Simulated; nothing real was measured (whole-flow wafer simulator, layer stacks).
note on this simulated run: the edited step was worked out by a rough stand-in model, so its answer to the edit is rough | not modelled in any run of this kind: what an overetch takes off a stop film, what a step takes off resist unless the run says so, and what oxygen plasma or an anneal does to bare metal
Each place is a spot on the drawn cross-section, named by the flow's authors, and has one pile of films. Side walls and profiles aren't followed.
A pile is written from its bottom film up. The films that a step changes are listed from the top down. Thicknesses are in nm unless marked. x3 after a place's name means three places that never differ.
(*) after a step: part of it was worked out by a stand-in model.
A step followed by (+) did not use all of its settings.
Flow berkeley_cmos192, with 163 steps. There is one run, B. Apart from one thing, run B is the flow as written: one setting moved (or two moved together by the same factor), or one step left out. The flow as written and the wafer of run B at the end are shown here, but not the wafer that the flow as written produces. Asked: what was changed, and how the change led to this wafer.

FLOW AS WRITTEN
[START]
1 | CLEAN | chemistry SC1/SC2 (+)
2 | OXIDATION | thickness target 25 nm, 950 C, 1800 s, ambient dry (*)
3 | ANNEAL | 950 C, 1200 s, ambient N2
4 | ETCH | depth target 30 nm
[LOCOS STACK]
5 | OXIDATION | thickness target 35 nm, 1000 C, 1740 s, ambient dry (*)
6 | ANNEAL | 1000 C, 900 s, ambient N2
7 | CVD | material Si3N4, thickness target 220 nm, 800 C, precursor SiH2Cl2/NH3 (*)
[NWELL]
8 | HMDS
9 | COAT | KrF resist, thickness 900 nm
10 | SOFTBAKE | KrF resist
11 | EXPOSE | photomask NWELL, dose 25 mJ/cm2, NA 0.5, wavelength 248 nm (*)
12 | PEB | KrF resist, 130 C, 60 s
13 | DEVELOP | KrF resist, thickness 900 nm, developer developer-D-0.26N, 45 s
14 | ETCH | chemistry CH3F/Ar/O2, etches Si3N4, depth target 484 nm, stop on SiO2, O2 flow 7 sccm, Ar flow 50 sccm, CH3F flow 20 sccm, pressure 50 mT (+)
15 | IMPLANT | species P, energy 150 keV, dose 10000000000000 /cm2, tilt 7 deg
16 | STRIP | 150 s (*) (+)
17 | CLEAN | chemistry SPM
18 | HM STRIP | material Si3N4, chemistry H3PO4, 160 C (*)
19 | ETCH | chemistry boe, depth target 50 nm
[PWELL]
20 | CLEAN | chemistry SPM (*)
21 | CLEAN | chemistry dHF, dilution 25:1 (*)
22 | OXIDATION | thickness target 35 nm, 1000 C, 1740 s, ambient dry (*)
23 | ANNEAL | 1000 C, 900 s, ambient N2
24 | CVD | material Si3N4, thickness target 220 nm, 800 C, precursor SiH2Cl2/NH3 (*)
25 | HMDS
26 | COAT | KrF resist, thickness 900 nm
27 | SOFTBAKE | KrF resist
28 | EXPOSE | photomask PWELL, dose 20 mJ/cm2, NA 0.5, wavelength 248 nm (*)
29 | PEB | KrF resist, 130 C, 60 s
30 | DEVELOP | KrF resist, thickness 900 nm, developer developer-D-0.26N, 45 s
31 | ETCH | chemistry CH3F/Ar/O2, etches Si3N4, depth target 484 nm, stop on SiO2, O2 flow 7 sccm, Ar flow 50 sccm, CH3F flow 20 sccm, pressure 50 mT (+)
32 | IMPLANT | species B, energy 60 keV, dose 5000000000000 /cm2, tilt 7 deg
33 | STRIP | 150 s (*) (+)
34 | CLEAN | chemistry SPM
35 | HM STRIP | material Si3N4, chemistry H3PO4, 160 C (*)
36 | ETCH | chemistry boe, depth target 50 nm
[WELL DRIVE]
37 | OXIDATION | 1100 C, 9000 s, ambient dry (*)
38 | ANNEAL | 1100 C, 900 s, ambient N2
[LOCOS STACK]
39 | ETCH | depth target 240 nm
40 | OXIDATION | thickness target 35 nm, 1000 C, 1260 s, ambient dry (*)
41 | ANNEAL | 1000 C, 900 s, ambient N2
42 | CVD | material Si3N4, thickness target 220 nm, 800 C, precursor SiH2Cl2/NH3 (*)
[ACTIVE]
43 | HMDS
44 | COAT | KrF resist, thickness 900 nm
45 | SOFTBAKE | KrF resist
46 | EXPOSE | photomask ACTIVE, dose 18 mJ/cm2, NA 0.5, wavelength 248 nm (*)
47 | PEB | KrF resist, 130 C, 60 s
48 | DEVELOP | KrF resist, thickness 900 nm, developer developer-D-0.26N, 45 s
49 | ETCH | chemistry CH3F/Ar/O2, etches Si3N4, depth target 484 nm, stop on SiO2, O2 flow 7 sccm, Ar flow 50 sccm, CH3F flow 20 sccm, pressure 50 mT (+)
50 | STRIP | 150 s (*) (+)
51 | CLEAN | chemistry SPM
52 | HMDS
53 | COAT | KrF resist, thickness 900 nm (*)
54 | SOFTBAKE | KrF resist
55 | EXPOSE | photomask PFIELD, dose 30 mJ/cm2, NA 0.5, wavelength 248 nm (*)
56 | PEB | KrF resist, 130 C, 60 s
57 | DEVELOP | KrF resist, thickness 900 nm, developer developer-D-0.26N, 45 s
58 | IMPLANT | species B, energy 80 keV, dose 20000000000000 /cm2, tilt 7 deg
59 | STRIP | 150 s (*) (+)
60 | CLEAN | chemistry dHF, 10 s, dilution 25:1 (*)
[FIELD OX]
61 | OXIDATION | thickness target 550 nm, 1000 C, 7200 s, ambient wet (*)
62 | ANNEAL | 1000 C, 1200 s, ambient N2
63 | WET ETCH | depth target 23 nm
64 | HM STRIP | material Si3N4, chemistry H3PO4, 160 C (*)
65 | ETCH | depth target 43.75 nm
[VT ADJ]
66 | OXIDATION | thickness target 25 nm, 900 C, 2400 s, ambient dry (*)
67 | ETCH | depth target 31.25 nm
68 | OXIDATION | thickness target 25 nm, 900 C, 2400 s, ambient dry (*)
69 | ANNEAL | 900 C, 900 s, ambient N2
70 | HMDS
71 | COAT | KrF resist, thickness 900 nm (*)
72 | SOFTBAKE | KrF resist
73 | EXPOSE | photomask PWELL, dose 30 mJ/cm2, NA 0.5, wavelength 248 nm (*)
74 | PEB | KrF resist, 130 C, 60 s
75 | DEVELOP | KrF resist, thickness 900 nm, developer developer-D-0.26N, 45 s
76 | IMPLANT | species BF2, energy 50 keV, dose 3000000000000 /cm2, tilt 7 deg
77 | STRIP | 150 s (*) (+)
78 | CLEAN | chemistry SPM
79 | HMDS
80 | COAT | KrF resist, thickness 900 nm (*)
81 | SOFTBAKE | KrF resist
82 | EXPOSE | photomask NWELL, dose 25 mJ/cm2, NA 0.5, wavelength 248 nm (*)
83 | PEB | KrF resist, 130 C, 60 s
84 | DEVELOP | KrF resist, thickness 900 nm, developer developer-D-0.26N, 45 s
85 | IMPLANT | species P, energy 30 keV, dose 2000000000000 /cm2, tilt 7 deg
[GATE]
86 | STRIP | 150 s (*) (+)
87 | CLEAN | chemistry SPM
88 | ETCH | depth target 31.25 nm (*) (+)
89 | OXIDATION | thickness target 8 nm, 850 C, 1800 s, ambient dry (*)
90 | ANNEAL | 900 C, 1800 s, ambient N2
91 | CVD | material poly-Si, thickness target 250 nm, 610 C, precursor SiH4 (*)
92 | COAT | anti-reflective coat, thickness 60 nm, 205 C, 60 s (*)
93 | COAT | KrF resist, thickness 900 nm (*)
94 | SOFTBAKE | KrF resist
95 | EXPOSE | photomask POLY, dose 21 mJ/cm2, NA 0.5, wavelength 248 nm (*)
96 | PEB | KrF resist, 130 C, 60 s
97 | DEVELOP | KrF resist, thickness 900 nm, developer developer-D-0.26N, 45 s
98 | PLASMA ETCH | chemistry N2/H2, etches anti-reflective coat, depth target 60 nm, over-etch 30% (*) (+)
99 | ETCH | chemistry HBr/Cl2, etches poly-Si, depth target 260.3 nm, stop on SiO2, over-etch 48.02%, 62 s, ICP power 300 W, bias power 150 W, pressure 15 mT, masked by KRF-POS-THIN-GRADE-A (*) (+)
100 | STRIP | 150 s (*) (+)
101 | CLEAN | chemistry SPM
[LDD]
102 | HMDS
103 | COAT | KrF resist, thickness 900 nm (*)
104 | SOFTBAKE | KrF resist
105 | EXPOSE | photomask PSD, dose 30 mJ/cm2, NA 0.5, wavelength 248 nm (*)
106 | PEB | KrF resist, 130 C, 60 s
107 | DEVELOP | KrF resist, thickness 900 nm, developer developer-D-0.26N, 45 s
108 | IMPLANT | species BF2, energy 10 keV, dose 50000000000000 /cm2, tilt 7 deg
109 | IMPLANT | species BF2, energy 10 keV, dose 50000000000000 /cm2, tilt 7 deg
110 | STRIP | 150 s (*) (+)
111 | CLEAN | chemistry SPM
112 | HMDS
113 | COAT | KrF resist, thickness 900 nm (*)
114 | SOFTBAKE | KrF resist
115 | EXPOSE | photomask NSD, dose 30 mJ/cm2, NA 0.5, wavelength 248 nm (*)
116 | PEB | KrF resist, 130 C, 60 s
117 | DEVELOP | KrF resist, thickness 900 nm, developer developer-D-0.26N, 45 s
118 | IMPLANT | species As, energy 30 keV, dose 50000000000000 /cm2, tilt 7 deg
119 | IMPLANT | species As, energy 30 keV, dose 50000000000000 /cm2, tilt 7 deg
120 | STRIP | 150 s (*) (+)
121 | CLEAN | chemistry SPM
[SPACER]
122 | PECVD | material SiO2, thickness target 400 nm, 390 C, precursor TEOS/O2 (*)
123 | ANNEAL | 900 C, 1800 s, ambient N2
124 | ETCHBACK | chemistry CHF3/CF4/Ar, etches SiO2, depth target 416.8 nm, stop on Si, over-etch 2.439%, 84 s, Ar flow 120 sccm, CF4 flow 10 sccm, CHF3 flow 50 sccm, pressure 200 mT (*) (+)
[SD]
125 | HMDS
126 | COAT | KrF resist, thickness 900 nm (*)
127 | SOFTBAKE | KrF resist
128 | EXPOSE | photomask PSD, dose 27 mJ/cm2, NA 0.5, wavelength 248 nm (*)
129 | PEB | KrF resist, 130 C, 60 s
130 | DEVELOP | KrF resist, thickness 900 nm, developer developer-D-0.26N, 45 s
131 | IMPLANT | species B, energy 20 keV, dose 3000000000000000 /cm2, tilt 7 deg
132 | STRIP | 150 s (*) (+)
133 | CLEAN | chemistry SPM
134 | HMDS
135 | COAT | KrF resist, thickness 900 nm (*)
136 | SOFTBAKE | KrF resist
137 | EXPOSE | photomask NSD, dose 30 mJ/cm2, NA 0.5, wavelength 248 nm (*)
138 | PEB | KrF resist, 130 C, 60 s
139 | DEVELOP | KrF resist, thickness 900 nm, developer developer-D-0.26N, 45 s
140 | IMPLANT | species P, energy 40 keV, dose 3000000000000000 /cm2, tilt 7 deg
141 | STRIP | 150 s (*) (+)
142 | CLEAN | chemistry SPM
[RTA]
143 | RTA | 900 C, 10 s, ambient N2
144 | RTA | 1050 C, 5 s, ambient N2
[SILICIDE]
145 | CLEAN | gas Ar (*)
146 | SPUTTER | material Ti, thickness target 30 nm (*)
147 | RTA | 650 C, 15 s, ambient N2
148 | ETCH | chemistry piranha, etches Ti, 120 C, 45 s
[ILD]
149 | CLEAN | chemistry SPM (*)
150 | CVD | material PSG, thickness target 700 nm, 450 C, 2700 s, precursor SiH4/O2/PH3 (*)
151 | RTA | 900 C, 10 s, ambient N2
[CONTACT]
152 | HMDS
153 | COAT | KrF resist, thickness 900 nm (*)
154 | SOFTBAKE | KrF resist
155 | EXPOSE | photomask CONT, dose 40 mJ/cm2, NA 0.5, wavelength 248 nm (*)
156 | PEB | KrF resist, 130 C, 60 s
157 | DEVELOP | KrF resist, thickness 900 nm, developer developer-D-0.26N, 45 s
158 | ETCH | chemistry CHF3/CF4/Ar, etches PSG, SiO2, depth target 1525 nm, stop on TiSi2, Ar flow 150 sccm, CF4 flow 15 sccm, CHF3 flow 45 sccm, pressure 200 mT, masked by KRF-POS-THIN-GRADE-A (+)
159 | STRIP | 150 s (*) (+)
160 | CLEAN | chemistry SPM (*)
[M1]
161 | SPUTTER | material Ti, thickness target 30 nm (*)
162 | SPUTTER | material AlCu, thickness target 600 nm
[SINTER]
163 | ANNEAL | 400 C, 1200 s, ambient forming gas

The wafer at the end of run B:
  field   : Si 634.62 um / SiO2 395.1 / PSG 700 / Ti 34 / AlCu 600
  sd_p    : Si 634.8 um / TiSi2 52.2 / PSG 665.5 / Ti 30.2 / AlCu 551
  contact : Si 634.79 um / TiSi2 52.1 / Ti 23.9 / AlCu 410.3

Cause: step 161, SPUTTER: thickness target 34 nm was run, whereas the flow has thickness target 30 nm.
The wafer lets one read it off: field has Ti 34, and step 161 as written asks for 30 nm.

The path from the change to this, step by step:
  161 | SPUTTER | material Ti, thickness target 30 nm (*)
      field, sd_n, spacer_n, gate, spacer_p, gate_p, m1: Ti gains 34 (new film) (as written it would have been: Ti gains 30 (new film))
      sd_p: Ti gains 30.2 (new film) (as written it would have been: Ti gains 26.6 (new film))
      (as well as at 1 more place)
